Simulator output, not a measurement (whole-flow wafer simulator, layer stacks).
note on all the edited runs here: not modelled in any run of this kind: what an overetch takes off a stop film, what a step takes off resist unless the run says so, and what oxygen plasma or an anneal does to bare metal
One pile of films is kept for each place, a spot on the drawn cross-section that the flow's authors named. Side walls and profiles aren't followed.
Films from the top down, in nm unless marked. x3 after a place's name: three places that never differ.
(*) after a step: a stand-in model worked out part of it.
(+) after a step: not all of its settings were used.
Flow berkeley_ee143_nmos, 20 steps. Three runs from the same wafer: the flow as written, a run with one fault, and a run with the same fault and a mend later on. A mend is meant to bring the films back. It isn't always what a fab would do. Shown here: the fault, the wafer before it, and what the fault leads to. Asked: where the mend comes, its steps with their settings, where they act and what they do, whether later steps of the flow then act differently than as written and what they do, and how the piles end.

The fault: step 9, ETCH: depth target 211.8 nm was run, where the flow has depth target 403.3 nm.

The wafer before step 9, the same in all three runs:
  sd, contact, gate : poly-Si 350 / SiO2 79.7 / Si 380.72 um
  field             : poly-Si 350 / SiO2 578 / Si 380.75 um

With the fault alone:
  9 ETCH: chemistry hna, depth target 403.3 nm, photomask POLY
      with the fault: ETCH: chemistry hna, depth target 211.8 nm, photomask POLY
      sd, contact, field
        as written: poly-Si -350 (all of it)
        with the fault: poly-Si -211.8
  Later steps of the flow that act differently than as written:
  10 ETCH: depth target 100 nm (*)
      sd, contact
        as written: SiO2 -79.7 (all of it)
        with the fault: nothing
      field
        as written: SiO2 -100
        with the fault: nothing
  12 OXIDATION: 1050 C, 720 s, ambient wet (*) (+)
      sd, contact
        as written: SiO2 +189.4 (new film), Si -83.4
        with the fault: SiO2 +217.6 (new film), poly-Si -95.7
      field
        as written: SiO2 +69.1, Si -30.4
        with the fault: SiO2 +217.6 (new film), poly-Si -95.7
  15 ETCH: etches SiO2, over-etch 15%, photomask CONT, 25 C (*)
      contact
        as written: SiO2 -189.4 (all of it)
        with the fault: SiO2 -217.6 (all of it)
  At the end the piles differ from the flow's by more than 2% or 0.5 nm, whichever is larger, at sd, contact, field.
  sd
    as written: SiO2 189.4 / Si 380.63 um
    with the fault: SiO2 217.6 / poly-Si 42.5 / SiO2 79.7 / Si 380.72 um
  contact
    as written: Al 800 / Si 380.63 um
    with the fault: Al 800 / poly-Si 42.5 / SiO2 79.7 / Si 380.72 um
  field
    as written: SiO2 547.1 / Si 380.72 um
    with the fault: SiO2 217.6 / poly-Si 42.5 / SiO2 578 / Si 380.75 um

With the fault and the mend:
  The mend comes after step 9.
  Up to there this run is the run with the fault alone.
  9a ETCH: chemistry hna, depth target 191.6 nm, photomask POLY (the flow's step 9 once more, with other settings)
      sd, contact, field
        poly-Si -138.2 (all of it)
  No later step of the flow acts differently than as written at any place that is followed.
  At the end the piles are the same as the flow's at every place that both follow.
